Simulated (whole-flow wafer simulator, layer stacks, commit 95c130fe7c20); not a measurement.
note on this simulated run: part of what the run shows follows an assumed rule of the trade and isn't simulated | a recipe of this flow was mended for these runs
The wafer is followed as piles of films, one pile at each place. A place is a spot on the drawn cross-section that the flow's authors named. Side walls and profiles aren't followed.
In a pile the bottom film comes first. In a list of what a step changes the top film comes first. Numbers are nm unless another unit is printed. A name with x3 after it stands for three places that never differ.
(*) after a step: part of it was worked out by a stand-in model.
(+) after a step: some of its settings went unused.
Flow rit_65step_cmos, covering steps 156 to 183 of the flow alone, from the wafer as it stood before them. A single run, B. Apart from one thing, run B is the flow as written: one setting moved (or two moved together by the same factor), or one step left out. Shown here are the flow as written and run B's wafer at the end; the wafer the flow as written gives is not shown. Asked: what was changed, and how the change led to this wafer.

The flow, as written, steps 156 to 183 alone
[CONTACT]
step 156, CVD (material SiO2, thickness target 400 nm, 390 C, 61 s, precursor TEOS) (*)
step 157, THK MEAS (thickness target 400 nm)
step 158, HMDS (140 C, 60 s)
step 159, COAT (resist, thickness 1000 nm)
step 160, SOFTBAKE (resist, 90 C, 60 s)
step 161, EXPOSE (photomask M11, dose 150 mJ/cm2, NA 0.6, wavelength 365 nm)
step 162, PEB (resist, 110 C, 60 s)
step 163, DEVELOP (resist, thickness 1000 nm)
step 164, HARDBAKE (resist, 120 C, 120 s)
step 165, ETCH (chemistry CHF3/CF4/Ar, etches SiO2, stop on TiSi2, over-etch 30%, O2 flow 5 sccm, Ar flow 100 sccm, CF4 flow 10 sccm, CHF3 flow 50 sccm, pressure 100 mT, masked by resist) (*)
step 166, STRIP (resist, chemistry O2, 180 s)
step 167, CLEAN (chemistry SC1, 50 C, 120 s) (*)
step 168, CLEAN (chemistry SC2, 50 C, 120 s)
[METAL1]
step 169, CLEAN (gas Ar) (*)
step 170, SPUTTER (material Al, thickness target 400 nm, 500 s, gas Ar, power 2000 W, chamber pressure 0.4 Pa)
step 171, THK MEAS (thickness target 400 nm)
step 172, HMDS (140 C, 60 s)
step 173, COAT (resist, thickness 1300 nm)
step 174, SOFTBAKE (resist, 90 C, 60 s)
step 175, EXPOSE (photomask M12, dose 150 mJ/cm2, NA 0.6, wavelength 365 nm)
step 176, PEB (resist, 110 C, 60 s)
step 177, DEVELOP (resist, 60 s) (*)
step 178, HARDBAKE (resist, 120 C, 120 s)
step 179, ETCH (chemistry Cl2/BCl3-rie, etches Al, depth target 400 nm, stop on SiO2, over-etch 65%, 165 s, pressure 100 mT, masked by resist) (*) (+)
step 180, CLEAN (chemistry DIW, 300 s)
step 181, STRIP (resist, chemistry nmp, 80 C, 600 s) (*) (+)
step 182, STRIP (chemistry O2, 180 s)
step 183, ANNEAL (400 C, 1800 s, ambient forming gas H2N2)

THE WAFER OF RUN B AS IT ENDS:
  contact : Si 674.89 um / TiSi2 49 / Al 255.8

The reason: step 165, ETCH: over-etch 22.8% was run, while the flow as written has over-etch 30%.

How this came from the change, step by step:
  step 165, ETCH (chemistry CHF3/CF4/Ar, etches SiO2, stop on TiSi2, over-etch 30%, O2 flow 5 sccm, Ar flow 100 sccm, CF4 flow 10 sccm, CHF3 flow 50 sccm, pressure 100 mT, masked by resist) (*)
      field, field_pw, field_nw and 10 more: -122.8 resist (in the flow as written it would be: -130 resist)
      contact: -400 SiO2 (all of it), -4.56 TiSi2 (in the flow as written it would be: -400 SiO2 (all of it), -6 TiSi2)
